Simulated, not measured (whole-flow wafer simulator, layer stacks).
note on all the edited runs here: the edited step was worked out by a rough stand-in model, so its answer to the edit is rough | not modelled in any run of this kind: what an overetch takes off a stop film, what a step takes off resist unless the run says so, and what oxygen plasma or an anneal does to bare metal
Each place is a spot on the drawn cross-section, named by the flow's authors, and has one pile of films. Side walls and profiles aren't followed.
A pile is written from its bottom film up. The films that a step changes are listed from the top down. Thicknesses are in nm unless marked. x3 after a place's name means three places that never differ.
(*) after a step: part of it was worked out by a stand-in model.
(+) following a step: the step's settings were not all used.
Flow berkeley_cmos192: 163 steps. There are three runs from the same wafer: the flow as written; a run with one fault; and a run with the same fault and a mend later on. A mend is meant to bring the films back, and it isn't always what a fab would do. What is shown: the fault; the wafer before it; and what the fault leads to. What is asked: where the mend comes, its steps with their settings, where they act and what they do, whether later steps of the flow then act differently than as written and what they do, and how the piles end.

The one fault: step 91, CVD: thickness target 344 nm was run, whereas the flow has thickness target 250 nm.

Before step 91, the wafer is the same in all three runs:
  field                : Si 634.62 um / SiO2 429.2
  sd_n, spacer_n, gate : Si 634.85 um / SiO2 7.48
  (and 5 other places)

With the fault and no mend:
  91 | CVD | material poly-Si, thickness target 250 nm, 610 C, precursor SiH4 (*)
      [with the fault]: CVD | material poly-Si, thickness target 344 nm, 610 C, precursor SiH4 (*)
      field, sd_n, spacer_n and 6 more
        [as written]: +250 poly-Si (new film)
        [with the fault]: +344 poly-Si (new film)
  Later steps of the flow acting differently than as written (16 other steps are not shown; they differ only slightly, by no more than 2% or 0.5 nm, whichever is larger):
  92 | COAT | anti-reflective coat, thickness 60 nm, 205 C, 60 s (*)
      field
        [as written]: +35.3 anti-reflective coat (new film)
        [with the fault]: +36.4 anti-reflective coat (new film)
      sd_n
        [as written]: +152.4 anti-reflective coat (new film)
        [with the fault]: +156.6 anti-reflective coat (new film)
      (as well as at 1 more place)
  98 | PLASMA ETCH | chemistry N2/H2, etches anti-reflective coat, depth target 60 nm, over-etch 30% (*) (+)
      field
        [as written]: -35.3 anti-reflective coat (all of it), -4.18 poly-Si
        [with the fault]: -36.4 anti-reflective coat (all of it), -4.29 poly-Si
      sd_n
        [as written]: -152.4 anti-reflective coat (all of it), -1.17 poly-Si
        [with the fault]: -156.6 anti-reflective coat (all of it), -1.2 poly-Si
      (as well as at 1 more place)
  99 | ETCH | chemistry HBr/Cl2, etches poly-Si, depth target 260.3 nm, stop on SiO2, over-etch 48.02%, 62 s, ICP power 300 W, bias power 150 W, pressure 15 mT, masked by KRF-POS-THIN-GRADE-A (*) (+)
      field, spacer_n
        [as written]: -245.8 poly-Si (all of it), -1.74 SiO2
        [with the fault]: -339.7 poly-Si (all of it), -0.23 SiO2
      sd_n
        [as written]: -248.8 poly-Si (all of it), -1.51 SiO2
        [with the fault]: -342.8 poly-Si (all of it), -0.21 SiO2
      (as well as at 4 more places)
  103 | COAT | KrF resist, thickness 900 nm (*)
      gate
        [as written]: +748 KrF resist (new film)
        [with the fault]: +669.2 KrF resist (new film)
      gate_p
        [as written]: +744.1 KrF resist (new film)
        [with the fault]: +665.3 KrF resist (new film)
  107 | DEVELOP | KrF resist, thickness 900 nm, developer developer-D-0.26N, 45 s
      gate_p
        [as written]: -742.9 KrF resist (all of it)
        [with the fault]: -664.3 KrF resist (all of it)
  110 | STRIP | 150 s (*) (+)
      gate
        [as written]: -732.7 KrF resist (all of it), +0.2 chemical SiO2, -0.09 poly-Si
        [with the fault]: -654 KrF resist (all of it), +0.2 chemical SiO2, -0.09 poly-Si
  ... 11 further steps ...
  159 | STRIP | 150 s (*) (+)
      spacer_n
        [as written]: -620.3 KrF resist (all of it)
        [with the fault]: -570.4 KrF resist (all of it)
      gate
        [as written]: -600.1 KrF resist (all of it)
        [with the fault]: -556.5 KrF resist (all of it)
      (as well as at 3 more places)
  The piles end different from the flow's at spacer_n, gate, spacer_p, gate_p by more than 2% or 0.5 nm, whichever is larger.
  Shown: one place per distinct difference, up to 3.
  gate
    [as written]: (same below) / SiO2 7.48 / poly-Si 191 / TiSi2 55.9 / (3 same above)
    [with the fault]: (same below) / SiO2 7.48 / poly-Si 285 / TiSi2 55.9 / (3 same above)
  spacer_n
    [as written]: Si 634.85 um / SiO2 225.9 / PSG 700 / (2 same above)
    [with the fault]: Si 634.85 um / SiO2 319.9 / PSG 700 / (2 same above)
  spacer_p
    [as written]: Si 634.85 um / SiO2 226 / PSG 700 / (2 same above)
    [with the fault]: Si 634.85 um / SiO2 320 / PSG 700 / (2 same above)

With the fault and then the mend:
  The mend follows step 91.
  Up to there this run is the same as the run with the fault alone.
  91a | ETCH | chemistry tmah, depth target 94 nm
      field, sd_n, spacer_n and 6 more
        -94 poly-Si
  Every later step of the flow that is run acts as written at every place that is followed.
  The piles end the same as the flow's at every place that both follow.
